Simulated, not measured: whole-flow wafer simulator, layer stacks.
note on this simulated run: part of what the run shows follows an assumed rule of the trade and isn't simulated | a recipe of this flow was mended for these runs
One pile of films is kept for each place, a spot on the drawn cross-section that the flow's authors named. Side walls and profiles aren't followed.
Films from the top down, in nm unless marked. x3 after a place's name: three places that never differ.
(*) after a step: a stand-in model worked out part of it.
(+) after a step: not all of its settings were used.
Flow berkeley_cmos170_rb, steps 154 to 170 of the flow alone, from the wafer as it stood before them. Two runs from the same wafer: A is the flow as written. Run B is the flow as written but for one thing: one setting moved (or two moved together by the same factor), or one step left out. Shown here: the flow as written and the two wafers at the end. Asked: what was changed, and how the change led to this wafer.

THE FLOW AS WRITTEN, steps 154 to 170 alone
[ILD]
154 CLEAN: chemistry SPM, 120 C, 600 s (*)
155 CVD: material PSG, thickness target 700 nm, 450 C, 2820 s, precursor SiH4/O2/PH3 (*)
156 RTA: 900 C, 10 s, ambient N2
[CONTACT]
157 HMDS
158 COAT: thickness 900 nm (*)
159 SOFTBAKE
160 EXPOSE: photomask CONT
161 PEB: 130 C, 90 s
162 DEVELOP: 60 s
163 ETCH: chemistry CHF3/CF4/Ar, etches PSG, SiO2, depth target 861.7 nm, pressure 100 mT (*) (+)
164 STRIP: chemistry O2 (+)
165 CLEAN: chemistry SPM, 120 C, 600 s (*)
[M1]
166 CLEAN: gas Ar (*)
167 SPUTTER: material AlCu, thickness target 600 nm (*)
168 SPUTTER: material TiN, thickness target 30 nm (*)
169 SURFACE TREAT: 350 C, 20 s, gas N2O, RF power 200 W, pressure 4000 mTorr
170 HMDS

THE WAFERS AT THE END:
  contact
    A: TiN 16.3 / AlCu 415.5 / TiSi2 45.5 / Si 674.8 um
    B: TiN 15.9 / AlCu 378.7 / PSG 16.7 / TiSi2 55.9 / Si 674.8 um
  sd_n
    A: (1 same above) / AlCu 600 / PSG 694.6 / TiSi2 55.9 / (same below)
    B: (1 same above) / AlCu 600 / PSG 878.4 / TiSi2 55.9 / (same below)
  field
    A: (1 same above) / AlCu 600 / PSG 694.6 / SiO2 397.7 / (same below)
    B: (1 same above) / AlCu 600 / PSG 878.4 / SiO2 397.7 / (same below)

The cause: step 155, CVD: thickness target 883.8 nm was run, where the flow has thickness target 700 nm; step 155, CVD: 3560 s was run, where the flow has 2820 s.

How the change led to this, step by step:
  155 CVD: material PSG, thickness target 700 nm, 450 C, 2820 s, precursor SiH4/O2/PH3 (*)
      field, sd_n, spacer_n, gate, spacer_p, gate_p, contact, m1: A PSG +700 (new film) | B PSG +883.8 (new film)
      sd_p: A PSG +664.1 (new film) | B PSG +883.8 (new film)
  158 COAT: thickness 900 nm (*)
      sd_p: A KrF-resist +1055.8 (new film) | B KrF-resist +1030.2 (new film)
  163 ETCH: chemistry CHF3/CF4/Ar, etches PSG, SiO2, depth target 861.7 nm, pressure 100 mT (*) (+)
      contact: A PSG -700 (all of it), TiSi2 -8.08 | B PSG -861.7
  164 STRIP: chemistry O2 (+)
      sd_p: A KrF-resist -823 (all of it) | B KrF-resist -797.5 (all of it)
  166 CLEAN: gas Ar (*)
      contact: A TiSi2 -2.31 | B PSG -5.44
  167 SPUTTER: material AlCu, thickness target 600 nm (*)
      sd_p: A AlCu +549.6 (new film) | B AlCu +565.6 (new film)
      contact: A AlCu +415.5 (new film) | B AlCu +378.7 (new film)
  168 SPUTTER: material TiN, thickness target 30 nm (*)
      sd_p: A TiN +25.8 (new film) | B TiN +26.7 (new film)
